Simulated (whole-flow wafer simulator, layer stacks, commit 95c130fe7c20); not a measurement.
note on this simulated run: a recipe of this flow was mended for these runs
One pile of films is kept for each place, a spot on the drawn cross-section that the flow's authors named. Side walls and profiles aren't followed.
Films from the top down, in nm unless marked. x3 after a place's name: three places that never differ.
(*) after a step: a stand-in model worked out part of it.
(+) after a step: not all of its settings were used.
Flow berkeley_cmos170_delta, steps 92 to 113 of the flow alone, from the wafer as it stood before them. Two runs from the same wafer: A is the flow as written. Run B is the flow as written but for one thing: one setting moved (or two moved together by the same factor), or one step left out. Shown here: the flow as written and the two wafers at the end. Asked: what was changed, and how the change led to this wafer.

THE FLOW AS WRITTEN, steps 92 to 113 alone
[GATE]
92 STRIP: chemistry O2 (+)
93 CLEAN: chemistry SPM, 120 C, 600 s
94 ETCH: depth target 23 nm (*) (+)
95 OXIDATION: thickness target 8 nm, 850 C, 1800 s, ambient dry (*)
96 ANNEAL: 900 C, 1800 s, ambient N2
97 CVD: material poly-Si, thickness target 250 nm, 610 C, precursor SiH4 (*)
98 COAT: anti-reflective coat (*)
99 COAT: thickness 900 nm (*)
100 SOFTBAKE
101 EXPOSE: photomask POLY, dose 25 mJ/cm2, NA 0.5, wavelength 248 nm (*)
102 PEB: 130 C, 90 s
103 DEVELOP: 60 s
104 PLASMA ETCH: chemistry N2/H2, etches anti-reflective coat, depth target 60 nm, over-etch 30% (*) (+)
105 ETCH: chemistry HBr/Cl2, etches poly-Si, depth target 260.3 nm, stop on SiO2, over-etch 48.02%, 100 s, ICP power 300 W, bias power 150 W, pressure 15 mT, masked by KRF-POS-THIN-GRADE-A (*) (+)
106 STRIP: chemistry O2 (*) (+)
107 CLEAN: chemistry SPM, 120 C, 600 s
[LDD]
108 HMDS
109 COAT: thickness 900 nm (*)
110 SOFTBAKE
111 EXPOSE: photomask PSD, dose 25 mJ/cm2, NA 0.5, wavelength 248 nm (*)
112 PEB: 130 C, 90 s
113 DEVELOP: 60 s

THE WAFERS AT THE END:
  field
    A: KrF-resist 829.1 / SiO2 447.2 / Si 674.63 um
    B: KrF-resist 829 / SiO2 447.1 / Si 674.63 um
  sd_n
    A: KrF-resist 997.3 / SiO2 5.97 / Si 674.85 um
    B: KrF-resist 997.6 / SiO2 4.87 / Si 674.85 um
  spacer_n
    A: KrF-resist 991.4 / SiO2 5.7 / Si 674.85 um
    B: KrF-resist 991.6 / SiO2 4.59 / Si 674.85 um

The cause: step 95, OXIDATION: thickness target 6.08 nm was run, where the flow has thickness target 8 nm; step 95, OXIDATION: 1368 s was run, where the flow has 1800 s.

How the change led to this, step by step:
  95 OXIDATION: thickness target 8 nm, 850 C, 1800 s, ambient dry (*)
      sd_n, spacer_n, gate, sd_p, spacer_p, gate_p, contact, m1: A SiO2 +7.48 (new film), Si -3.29 | B SiO2 +6.38 (new film), Si -2.81
